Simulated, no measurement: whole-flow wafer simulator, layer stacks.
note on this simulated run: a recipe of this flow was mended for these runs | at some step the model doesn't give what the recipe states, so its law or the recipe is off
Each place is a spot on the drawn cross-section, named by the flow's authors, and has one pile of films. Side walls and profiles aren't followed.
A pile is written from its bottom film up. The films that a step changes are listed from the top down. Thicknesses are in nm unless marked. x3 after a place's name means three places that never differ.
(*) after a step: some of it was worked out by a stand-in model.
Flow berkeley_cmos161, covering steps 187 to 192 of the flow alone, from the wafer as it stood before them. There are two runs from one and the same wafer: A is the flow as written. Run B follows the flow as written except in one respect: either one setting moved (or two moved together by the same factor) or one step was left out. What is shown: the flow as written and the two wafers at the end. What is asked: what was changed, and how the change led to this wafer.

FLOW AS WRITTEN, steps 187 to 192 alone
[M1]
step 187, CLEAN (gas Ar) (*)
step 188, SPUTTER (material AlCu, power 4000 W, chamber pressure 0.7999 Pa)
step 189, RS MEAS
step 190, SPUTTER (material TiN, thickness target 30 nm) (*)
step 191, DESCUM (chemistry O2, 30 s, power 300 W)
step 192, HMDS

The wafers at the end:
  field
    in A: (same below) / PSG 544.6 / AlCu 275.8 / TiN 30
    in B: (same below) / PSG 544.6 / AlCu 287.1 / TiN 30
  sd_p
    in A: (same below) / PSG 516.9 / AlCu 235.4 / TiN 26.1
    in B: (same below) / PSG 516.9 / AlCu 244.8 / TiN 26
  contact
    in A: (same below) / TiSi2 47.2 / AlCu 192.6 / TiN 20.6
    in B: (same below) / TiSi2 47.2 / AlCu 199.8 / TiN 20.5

The reason: step 188, SPUTTER: chamber pressure 0.7146 Pa was run, while the flow as written has chamber pressure 0.7999 Pa.

How this came from the change, step by step:
  step 188, SPUTTER (material AlCu, power 4000 W, chamber pressure 0.7999 Pa)
      field, sd_n, spacer_n, gate_n, spacer_p, gate_p, m1: A AlCu gains 275.8 (new film) | B AlCu gains 287.1 (new film)
      sd_p: A AlCu gains 235.4 (new film) | B AlCu gains 244.8 (new film)
      (also at 1 further place)
